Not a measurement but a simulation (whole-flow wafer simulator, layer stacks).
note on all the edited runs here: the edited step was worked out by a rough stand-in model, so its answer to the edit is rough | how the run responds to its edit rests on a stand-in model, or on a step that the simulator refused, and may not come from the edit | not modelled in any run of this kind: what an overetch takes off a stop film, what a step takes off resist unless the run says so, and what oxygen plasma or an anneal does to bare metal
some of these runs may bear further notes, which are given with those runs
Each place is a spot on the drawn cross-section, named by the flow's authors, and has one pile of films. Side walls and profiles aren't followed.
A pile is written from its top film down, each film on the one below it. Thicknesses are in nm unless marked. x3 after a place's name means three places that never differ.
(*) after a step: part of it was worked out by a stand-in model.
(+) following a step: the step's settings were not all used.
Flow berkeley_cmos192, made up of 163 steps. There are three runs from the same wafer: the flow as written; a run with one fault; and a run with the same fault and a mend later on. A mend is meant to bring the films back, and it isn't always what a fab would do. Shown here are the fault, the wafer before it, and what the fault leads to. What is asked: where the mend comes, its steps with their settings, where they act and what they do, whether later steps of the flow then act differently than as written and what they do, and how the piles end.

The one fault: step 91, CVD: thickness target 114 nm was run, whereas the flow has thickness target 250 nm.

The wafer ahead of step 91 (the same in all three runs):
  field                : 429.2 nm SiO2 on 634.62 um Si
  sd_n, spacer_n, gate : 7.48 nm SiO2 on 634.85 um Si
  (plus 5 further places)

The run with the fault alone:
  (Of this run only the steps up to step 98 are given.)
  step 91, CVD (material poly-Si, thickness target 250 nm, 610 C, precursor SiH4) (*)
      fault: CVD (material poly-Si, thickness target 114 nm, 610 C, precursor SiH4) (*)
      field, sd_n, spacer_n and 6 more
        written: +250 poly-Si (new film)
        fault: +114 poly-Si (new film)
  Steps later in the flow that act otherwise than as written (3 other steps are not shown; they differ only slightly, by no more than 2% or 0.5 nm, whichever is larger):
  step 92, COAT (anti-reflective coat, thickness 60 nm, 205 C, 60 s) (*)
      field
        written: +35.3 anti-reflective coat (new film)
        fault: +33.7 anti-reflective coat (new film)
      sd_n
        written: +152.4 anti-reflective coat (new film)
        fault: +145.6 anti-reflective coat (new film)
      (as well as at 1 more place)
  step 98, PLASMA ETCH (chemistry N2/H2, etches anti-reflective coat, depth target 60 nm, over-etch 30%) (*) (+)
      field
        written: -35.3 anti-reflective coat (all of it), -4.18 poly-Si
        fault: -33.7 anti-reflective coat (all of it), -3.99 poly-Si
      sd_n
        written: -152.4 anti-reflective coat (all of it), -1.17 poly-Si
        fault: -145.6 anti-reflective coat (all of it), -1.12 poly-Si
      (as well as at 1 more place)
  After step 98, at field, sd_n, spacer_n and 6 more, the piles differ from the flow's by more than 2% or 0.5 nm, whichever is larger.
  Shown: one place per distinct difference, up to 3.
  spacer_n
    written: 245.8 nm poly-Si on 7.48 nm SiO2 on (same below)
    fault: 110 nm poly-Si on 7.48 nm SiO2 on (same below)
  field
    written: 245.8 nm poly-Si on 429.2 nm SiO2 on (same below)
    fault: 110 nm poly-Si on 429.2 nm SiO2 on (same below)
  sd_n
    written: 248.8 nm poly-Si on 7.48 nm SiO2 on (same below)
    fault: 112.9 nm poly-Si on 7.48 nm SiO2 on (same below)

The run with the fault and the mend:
  After step 91 comes the mend.
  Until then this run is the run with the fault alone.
  step 91a, ETCH (chemistry tmah, depth target 131.1 nm)
      field, sd_n, spacer_n and 6 more
        -114 poly-Si (all of it)
  step 91b, CLEAN (chemistry SPM) (*) (the flow's step 87, run once more)
      does not change any film at any place that is followed
  step 91c, CVD (material poly-Si, thickness target 250 nm, 610 C, precursor SiH4) (*) (the flow's step 91, run once more)
      field, sd_n, spacer_n and 6 more
        +250 poly-Si (new film)
  Every later step of the flow that is run acts as written, at every place that is followed, to within 2% or 0.5 nm, whichever is larger.
  The piles end the same as the flow's at every place that both follow.
